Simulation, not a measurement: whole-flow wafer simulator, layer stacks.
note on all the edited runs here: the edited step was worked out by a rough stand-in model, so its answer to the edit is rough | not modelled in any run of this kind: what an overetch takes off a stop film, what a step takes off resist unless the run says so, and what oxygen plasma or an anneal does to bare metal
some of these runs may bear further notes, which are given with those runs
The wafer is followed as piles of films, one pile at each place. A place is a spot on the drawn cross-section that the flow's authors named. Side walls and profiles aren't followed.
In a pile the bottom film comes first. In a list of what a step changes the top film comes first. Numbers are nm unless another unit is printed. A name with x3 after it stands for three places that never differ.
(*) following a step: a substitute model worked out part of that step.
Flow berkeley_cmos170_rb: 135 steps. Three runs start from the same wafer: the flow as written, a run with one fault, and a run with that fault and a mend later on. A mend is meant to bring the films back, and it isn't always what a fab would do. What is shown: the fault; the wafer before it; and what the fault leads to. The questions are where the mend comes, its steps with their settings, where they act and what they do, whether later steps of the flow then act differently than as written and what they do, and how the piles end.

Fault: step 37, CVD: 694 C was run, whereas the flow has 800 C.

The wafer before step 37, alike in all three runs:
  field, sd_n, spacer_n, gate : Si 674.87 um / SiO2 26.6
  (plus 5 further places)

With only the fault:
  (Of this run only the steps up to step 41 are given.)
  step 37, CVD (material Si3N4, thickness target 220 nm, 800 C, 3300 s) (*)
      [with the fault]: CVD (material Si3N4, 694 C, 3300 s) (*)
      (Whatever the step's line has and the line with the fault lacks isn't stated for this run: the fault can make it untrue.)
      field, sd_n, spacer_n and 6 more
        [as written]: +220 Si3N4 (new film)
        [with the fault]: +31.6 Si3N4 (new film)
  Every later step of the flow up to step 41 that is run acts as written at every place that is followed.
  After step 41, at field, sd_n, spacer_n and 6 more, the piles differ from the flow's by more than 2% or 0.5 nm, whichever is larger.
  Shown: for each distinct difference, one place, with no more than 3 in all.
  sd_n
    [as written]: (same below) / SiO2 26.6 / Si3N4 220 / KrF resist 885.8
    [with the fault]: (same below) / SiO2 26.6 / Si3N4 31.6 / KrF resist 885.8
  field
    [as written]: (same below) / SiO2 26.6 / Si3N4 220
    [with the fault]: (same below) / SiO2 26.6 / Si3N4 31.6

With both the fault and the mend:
  After step 37 comes the mend.
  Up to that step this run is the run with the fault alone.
  step 37a, CVD (material Si3N4, thickness target 188.4 nm, 800 C, 2826 s) (*) (the flow's step 37, run once more with other settings)
      field, sd_n, spacer_n and 6 more
        +188.4 Si3N4
  Every later step of the flow that is run acts as written at every place that is followed.
  By the end, the piles equal the flow's at every place that both follow.
